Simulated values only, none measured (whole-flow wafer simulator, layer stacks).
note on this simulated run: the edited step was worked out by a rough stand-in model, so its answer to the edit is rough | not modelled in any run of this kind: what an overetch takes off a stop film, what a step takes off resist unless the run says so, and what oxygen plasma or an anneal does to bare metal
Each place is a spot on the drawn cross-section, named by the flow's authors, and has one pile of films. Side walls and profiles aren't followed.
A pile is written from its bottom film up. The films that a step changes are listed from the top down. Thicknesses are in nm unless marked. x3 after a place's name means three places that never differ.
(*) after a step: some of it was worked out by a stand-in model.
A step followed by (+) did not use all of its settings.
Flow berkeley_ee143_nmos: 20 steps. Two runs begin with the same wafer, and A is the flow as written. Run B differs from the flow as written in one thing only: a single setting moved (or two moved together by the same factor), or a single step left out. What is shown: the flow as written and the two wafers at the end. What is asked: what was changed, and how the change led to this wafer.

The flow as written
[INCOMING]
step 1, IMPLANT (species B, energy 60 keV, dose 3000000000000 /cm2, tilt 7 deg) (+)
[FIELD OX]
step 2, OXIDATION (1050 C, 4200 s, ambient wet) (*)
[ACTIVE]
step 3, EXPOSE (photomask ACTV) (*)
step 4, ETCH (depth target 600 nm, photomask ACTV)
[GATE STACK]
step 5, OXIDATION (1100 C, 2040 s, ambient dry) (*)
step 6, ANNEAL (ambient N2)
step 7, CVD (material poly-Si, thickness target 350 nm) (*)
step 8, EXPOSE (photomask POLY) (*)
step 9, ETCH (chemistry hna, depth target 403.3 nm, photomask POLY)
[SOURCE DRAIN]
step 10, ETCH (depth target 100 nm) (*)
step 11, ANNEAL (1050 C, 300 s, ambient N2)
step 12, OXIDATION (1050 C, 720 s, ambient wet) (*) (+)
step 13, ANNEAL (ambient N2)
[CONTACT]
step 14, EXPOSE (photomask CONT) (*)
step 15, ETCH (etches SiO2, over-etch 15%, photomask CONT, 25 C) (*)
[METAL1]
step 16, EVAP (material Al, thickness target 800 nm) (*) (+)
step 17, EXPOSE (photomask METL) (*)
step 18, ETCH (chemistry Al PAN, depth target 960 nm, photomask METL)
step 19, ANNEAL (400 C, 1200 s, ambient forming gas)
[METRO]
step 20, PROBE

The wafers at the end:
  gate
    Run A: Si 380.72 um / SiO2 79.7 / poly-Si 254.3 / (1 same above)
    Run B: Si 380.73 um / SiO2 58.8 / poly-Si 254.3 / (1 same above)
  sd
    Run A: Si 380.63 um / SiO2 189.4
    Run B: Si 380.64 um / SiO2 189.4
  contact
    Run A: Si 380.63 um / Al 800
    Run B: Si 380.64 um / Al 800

The reason: step 5, OXIDATION: 1224 s was run, while the flow as written has 2040 s.

Step by step, how the change led to this:
  step 5, OXIDATION (1100 C, 2040 s, ambient dry) (*)
      gate, sd, contact: A +79.7 SiO2 (new film), -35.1 Si | B +58.8 SiO2 (new film), -25.9 Si
      field: A +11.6 SiO2, -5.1 Si | B +6.99 SiO2, -3.08 Si
  step 10, ETCH (depth target 100 nm) (*)
      sd, contact: A -79.7 SiO2 (all of it) | B -58.8 SiO2 (all of it)
